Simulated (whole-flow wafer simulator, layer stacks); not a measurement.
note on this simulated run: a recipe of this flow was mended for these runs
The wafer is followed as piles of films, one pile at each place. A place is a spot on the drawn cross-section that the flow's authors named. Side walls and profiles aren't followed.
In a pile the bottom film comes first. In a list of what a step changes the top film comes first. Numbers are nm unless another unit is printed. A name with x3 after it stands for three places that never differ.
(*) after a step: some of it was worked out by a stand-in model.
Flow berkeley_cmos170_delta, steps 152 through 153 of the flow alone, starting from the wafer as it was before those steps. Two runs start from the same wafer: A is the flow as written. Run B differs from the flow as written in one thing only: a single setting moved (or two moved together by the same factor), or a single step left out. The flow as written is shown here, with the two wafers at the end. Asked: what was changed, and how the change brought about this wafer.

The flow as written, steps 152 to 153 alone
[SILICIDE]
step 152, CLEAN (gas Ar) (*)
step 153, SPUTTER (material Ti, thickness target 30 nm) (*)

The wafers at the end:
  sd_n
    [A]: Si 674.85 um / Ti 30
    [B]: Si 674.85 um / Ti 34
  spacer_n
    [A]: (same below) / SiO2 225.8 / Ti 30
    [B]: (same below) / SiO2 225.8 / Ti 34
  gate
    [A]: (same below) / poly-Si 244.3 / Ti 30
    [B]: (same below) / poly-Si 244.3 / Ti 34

The reason: step 153, SPUTTER: thickness target 34 nm was run, whereas the flow has thickness target 30 nm.
The wafer itself shows it: sd_n has Ti 34, and step 153 as written asks for 30 nm.

How this came from the change, step by step:
  step 153, SPUTTER (material Ti, thickness target 30 nm) (*)
      field, sd_n, spacer_n, gate, spacer_p, gate_p, contact x2: A Ti gains 30 (new film) | B Ti gains 34 (new film)
      sd_p: A Ti gains 27.5 (new film) | B Ti gains 31.2 (new film)
